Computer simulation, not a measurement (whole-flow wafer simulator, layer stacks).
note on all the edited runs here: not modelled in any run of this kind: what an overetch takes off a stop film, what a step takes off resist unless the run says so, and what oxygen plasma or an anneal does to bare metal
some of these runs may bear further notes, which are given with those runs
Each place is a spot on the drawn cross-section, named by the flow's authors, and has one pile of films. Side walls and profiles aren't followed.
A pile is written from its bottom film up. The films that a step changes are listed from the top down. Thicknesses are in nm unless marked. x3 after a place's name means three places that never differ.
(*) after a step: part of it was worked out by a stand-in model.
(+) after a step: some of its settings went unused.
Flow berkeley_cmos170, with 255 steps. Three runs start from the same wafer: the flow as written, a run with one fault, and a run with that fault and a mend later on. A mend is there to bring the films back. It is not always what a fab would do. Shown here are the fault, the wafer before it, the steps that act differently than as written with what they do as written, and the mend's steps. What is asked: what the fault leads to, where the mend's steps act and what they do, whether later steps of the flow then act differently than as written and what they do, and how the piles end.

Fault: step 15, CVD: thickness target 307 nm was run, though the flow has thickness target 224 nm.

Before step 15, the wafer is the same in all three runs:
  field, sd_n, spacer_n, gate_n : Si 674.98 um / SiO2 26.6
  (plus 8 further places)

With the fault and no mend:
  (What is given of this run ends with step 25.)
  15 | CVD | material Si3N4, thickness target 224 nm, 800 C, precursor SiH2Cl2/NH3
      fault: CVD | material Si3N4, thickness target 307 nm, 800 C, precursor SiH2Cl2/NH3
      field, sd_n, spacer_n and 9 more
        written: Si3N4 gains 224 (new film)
        fault: Si3N4 gains 307 (new film)
  Steps further on in the flow that do not act as written:
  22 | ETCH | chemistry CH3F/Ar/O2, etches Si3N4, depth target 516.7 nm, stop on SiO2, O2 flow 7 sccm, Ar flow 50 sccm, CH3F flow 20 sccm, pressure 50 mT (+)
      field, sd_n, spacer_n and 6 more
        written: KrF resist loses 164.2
        fault: KrF resist loses 219.6
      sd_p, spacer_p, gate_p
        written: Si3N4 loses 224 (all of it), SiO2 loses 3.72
        fault: Si3N4 loses 307 (all of it), SiO2 loses 3.72
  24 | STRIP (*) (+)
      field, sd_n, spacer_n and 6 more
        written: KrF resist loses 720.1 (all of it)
        fault: KrF resist loses 664.8 (all of it)
  The piles after step 25 differ from the flow's at field, sd_n, spacer_n and 6 more by more than 2% or 0.5 nm, whichever is larger.
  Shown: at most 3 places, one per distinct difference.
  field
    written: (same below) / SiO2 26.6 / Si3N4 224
    fault: (same below) / SiO2 26.6 / Si3N4 307

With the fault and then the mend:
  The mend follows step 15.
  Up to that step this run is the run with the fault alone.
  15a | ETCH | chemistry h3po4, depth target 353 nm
      field, sd_n, spacer_n and 9 more
        Si3N4 loses 307 (all of it)
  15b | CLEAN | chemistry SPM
      does not change any film at any place that is followed
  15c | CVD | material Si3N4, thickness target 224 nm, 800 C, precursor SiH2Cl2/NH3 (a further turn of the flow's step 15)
      field, sd_n, spacer_n and 9 more
        Si3N4 gains 224 (new film)
  None of the later steps of the flow acts differently than as written at any place that is followed.
  By the end, the piles equal the flow's at every place that both follow.
